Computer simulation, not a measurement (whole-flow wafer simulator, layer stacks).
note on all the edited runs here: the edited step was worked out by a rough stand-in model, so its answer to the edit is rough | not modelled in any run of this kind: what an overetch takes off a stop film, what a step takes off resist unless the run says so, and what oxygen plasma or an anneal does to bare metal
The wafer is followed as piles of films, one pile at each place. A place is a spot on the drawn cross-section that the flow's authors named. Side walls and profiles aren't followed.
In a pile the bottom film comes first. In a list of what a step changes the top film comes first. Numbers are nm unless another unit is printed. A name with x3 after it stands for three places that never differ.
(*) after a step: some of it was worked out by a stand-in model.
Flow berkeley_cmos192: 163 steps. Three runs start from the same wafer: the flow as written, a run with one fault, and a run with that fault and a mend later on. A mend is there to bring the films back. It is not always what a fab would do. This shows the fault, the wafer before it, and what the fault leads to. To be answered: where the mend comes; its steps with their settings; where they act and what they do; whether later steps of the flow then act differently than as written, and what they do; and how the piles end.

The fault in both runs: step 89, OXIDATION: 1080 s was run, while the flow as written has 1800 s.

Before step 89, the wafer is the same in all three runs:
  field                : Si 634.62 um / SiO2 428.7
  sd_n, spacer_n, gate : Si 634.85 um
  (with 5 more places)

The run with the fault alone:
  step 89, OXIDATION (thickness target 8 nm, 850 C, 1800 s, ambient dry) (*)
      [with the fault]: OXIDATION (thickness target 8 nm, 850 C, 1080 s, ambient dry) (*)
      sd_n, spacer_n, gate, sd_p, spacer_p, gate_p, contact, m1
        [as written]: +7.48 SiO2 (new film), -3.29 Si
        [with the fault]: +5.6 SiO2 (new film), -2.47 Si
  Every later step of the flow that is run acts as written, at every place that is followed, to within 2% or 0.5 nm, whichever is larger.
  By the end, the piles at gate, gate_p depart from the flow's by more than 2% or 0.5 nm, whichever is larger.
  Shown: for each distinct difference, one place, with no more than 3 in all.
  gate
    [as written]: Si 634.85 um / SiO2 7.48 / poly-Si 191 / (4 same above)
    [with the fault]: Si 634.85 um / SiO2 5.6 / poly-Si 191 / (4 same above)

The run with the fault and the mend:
  After step 89 comes the mend.
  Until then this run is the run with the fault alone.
  step 89a, OXIDATION (thickness target 8 nm, 850 C, 720 s, ambient dry) (*) (the flow's step 89, run once more with other settings)
      sd_n, spacer_n, gate, sd_p, spacer_p, gate_p, contact, m1
        +1.88 SiO2, -0.83 Si
      field
        +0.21 SiO2, -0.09 Si
  Every later step of the flow that is run acts as written at every place that is followed.
  By the end, the piles equal the flow's at every place that both follow.
